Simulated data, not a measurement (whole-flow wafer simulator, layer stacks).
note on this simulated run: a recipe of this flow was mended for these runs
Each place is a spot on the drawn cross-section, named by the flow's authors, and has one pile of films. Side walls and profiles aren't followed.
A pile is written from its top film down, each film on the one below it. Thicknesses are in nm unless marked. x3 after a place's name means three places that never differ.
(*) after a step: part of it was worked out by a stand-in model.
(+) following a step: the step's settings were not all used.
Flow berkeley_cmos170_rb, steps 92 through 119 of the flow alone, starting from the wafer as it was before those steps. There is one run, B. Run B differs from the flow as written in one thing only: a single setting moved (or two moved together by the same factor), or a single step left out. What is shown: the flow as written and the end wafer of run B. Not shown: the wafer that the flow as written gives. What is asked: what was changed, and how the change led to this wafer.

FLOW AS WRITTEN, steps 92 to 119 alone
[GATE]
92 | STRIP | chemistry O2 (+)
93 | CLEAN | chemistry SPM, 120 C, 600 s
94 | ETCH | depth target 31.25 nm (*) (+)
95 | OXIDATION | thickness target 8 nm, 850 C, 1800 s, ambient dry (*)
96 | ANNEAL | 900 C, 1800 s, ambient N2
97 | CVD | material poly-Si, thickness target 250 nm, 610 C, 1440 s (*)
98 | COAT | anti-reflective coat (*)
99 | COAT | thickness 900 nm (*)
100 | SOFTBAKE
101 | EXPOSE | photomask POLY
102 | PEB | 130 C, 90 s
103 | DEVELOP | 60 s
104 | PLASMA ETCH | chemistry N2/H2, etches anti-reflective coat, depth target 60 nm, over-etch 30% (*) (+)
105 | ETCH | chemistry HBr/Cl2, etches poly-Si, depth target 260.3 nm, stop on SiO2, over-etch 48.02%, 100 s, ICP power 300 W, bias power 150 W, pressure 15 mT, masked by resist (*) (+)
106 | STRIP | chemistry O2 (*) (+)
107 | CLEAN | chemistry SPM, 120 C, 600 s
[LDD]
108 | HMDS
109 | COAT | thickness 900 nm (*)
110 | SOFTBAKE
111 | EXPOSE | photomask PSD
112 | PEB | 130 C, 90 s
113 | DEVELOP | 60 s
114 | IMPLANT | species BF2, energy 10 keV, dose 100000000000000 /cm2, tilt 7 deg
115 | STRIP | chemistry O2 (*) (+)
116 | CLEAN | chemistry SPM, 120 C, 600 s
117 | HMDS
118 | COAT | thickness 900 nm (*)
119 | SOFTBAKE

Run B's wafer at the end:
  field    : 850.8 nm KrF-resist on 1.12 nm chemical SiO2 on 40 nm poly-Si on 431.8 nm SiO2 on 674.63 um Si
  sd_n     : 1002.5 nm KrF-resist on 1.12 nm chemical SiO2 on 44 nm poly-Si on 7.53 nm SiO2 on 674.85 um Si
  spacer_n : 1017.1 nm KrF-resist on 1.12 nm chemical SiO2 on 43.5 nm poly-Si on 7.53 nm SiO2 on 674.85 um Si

What caused this: step 97, CVD: thickness target 431 nm was run, whereas the flow has thickness target 250 nm; step 97, CVD: 2484 s was run, where the flow has 1440 s.

Step by step, how the change led to this:
  97 | CVD | material poly-Si, thickness target 250 nm, 610 C, 1440 s (*)
      field, sd_n, spacer_n and 6 more: +431 poly-Si (new film) (as written it would have been: +250 poly-Si (new film))
  98 | COAT | anti-reflective coat (*)
      sd_n: +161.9 anti-reflective coat (new film) (as written it would have been: +154.3 anti-reflective coat (new film))
      contact: +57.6 anti-reflective coat (new film) (as written it would have been: +53.8 anti-reflective coat (new film))
  104 | PLASMA ETCH | chemistry N2/H2, etches anti-reflective coat, depth target 60 nm, over-etch 30% (*) (+)
      gate, gate_p: -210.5 KrF-resist (as written it would have been: -200.6 KrF-resist)
      sd_n: -161.9 anti-reflective coat (all of it), -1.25 poly-Si (as written it would have been: -154.3 anti-reflective coat (all of it), -1.19 poly-Si)
      (also at 1 further place)
  105 | ETCH | chemistry HBr/Cl2, etches poly-Si, depth target 260.3 nm, stop on SiO2, over-etch 48.02%, 100 s, ICP power 300 W, bias power 150 W, pressure 15 mT, masked by resist (*) (+)
      spacer_n, spacer_p: -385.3 poly-Si (as written it would have been: -248.5 poly-Si (all of it), -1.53 SiO2)
      field: -385.3 poly-Si (as written it would have been: -245 poly-Si (all of it), -1.8 SiO2)
      (also at 4 further places)
  106 | STRIP | chemistry O2 (*) (+)
      field, sd_n, spacer_n, sd_p, spacer_p, contact, m1: +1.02 chemical SiO2 (new film), -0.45 poly-Si (as written it would have been: nothing)
  109 | COAT | thickness 900 nm (*)
      gate: +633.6 KrF-resist (new film) (as written it would have been: +749.5 KrF-resist (new film))
      gate_p: +629.3 KrF-resist (new film) (as written it would have been: +745.7 KrF-resist (new film))
  113 | DEVELOP | 60 s
      gate_p: -628 KrF-resist (all of it) (as written it would have been: -744.1 KrF-resist (all of it))
  115 | STRIP | chemistry O2 (*) (+)
      gate: -617.3 KrF-resist (all of it), +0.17 chemical SiO2 (as written it would have been: -733 KrF-resist (all of it), +0.17 chemical SiO2)
  118 | COAT | thickness 900 nm (*)
      gate: +633.6 KrF-resist (new film) (as written it would have been: +748.7 KrF-resist (new film))
      gate_p: +629.2 KrF-resist (new film) (as written it would have been: +744.7 KrF-resist (new film))
